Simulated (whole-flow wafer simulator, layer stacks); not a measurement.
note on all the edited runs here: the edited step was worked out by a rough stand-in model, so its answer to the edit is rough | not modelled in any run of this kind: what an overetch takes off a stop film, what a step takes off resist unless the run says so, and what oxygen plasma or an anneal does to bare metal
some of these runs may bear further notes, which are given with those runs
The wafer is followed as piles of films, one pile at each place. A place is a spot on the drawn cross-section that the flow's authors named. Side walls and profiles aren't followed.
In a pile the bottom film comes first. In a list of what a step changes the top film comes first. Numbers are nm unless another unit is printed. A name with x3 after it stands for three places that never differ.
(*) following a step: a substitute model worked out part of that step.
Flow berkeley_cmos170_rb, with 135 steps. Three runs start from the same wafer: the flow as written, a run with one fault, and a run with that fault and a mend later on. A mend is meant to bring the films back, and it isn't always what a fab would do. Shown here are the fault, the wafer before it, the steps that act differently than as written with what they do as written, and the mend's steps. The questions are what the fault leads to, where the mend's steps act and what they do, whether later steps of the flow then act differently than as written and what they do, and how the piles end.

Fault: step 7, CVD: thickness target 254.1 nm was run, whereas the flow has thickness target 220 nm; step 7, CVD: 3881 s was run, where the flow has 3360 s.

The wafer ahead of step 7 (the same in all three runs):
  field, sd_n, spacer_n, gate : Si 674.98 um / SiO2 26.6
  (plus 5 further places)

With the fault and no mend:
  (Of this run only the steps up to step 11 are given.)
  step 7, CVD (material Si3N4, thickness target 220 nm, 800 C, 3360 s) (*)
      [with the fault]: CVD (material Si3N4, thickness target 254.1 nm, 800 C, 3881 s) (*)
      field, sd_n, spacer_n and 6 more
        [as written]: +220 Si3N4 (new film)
        [with the fault]: +254.1 Si3N4 (new film)
  None of the later steps of the flow up to step 11 acts differently than as written at any place that is followed.
  Once step 11 is done, the piles at field, sd_n, spacer_n and 6 more depart from the flow's by more than 2% or 0.5 nm, whichever is larger.
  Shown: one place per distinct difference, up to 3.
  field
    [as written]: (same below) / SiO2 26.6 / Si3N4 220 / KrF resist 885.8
    [with the fault]: (same below) / SiO2 26.6 / Si3N4 254.1 / KrF resist 885.8
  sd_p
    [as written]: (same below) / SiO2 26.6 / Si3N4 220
    [with the fault]: (same below) / SiO2 26.6 / Si3N4 254.1

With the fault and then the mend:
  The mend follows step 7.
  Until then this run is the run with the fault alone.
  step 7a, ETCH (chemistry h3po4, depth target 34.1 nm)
      field, sd_n, spacer_n and 6 more
        -34.1 Si3N4
  None of the later steps of the flow acts differently than as written at any place that is followed.
  The piles end the same as the flow's at every place that both follow.
